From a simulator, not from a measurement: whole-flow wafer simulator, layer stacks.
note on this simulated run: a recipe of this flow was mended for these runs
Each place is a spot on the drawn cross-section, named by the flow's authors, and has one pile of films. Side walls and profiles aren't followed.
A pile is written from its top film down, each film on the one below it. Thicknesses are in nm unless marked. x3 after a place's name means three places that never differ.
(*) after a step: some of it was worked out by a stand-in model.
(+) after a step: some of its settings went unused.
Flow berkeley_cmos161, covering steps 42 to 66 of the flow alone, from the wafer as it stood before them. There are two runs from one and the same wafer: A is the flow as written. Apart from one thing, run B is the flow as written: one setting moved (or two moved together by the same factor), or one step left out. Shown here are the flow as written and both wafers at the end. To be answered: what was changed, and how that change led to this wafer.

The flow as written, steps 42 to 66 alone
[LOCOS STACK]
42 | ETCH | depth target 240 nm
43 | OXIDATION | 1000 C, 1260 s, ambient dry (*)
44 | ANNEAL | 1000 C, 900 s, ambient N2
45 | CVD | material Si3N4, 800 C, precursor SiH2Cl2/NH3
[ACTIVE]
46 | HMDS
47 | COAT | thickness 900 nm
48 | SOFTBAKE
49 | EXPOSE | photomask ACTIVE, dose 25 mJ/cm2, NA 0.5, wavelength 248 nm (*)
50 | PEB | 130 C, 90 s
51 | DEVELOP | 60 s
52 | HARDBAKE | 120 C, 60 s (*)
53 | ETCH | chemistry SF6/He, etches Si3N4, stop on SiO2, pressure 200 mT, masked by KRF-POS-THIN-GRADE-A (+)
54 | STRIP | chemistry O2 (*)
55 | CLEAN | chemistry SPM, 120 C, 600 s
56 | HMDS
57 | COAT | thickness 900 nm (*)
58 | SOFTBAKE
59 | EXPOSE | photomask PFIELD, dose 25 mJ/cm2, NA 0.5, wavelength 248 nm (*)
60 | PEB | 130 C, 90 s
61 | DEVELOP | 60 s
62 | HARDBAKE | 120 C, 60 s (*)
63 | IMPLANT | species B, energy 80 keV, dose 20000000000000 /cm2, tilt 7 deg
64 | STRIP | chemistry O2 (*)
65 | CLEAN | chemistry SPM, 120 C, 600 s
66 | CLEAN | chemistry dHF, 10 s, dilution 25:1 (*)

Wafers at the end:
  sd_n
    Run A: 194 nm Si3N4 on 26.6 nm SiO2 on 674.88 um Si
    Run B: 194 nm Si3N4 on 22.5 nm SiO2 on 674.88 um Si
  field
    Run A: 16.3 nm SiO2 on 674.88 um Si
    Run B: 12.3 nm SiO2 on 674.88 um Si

The reason: step 43, OXIDATION: 984 C was run, whereas the flow has 1000 C.

Step by step, how the change led to this:
  43 | OXIDATION | 1000 C, 1260 s, ambient dry (*)
      field, sd_n, spacer_n and 6 more: A +26.6 SiO2 (new film), -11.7 Si | B +22.5 SiO2 (new film), -9.92 Si
